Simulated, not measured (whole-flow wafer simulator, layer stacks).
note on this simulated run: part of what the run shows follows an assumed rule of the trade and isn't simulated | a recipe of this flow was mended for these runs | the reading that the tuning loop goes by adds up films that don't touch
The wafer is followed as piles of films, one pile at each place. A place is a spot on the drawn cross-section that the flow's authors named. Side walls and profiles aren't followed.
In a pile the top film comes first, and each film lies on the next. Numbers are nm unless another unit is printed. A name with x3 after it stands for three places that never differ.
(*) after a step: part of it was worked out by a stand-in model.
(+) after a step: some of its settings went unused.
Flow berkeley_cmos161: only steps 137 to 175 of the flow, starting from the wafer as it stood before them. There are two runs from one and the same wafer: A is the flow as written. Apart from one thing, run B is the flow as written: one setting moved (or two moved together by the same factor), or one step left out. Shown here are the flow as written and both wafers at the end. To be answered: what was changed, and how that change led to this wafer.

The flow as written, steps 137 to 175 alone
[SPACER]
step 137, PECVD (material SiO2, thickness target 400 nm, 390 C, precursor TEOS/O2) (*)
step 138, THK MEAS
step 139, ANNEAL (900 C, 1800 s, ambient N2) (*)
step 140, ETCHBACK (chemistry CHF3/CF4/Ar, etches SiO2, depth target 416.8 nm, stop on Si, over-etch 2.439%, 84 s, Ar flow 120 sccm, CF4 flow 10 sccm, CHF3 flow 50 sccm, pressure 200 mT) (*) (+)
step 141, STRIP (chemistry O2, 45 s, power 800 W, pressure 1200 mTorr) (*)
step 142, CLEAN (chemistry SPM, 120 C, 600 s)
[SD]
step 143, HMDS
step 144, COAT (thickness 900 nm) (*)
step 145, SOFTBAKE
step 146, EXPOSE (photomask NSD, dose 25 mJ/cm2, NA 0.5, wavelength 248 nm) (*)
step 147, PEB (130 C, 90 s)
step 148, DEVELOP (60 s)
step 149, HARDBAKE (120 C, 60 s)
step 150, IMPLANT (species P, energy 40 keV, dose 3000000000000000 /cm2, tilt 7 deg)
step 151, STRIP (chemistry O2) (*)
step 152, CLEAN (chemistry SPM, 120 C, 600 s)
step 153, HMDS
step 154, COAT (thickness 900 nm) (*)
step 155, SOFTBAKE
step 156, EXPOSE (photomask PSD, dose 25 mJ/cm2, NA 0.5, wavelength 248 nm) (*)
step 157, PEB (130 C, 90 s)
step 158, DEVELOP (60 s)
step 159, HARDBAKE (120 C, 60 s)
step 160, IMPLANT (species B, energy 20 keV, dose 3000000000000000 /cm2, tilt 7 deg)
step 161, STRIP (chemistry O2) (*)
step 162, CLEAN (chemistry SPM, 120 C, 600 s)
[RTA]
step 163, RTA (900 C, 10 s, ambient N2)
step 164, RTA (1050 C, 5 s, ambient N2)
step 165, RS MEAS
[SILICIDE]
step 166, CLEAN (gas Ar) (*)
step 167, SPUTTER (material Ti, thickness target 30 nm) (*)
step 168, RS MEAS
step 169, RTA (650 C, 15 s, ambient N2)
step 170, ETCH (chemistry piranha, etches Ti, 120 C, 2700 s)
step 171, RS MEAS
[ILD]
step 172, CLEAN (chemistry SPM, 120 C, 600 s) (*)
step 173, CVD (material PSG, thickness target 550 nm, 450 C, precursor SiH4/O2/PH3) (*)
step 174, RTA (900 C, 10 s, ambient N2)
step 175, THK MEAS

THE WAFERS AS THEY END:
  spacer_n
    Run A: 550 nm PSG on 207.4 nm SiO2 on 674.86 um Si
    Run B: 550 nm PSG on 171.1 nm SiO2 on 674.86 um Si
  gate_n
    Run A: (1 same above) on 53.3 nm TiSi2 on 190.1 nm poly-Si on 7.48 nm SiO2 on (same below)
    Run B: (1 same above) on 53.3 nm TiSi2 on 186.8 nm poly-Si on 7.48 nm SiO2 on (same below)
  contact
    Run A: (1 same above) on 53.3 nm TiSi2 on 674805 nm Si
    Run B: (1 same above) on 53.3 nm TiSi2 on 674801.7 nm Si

The reason: step 137, PECVD: thickness target 362 nm was run, whereas the flow has thickness target 400 nm.

Step by step, how the change led to this:
  step 137, PECVD (material SiO2, thickness target 400 nm, 390 C, precursor TEOS/O2) (*)
      field, sd_n, contact, m1: A +400 SiO2 | B +362 SiO2
      spacer_n, sd_p, spacer_p: A +385.3 SiO2 | B +348.9 SiO2
      (as well as at 2 more places)
  step 139, ANNEAL (900 C, 1800 s, ambient N2) (*)
      field, sd_n, gate_n, gate_p, contact, m1: A -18 SiO2 | B -16.3 SiO2
      spacer_n, sd_p, spacer_p: A -17.3 SiO2 | B -15.7 SiO2
  step 140, ETCHBACK (chemistry CHF3/CF4/Ar, etches SiO2, depth target 416.8 nm, stop on Si, over-etch 2.439%, 84 s, Ar flow 120 sccm, CF4 flow 10 sccm, CHF3 flow 50 sccm, pressure 200 mT) (*) (+)
      gate_n, gate_p: A -382 SiO2 (all of it), -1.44 chemical SiO2 (all of it), -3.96 poly-Si | B -345.7 SiO2 (all of it), -1.44 chemical SiO2 (all of it), -7.26 poly-Si
      sd_n: A -387.9 SiO2 (all of it), -3.96 Si | B -351.6 SiO2 (all of it), -7.26 Si
      (as well as at 3 more places)
  step 144, COAT (thickness 900 nm) (*)
      gate_n: A +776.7 KrF-resist (new film) | B +759.5 KrF-resist (new film)
      spacer_p: A +806.2 KrF-resist (new film) | B +823.6 KrF-resist (new film)
      (as well as at 1 more place)
  step 148, DEVELOP (60 s)
      gate_n: A -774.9 KrF-resist (all of it) | B -757.7 KrF-resist (all of it)
  step 149, HARDBAKE (120 C, 60 s)
      spacer_p: A -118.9 KrF-resist | B -121.6 KrF-resist
      gate_p: A -113.5 KrF-resist | B -111.2 KrF-resist
  step 151, STRIP (chemistry O2) (*)
      spacer_p: A -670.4 KrF-resist (all of it) | B -685.2 KrF-resist (all of it)
      gate_p: A -639.6 KrF-resist (all of it), +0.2 chemical SiO2, -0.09 poly-Si | B -626.3 KrF-resist (all of it), +0.2 chemical SiO2, -0.09 poly-Si
  step 154, COAT (thickness 900 nm) (*)
      gate_n: A +776.6 KrF-resist (new film) | B +759.1 KrF-resist (new film)
      spacer_p: A +806.2 KrF-resist (new film) | B +823.6 KrF-resist (new film)
      (as well as at 1 more place)
  step 158, DEVELOP (60 s)
      spacer_p: A -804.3 KrF-resist (all of it) | B -821.7 KrF-resist (all of it)
      gate_p: A -767.9 KrF-resist (all of it) | B -752.3 KrF-resist (all of it)
  step 159, HARDBAKE (120 C, 60 s)
      gate_n: A -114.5 KrF-resist | B -111.9 KrF-resist
  step 161, STRIP (chemistry O2) (*)
      gate_n: A -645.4 KrF-resist (all of it), +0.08 chemical SiO2, -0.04 poly-Si | B -630.5 KrF-resist (all of it), +0.08 chemical SiO2, -0.04 poly-Si
